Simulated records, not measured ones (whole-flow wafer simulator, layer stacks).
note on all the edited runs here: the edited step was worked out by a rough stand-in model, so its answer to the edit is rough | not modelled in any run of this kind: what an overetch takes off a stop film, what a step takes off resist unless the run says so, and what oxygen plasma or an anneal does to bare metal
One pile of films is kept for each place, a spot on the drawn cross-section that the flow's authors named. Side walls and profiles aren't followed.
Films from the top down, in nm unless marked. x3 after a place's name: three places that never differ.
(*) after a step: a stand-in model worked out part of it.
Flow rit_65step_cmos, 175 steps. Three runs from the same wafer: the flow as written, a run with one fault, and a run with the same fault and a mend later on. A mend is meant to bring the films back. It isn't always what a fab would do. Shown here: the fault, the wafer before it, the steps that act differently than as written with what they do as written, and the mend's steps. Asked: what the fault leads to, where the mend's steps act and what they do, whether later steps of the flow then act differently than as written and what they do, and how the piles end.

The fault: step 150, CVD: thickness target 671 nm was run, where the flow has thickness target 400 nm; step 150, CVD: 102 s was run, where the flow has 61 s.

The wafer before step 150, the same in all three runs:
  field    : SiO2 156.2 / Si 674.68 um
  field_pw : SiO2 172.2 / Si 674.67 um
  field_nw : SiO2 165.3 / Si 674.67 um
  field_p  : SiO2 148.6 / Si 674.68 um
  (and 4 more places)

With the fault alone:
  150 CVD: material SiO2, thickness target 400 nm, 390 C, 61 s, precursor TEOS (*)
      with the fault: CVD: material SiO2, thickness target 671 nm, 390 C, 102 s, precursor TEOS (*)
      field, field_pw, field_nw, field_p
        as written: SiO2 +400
        with the fault: SiO2 +671
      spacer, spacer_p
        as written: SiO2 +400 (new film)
        with the fault: SiO2 +671 (new film)
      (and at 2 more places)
  No later step of the flow acts differently than as written, at any place that is followed, by more than 2% or 0.5 nm, whichever is larger.
  At the end the piles differ from the flow's by more than 2% or 0.5 nm, whichever is larger, at field, field_pw, field_nw, field_p, gate_n, gate_p, spacer, spacer_p.
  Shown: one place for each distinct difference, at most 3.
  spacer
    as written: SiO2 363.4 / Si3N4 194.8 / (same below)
    with the fault: SiO2 634.4 / Si3N4 194.8 / (same below)
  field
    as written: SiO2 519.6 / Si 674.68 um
    with the fault: SiO2 790.6 / Si 674.68 um
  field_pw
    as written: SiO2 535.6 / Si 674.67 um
    with the fault: SiO2 806.6 / Si 674.67 um

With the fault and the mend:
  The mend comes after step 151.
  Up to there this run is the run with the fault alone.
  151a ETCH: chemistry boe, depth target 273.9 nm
      field, field_pw, field_nw, field_p, gate_n, gate_p, spacer, spacer_p
        SiO2 -273.9
  No later step of the flow acts differently than as written, at any place that is followed, by more than 2% or 0.5 nm, whichever is larger.
  At the end the piles differ from the flow's only slightly at the places that both follow, by at most 2% or 0.5 nm, whichever is larger.
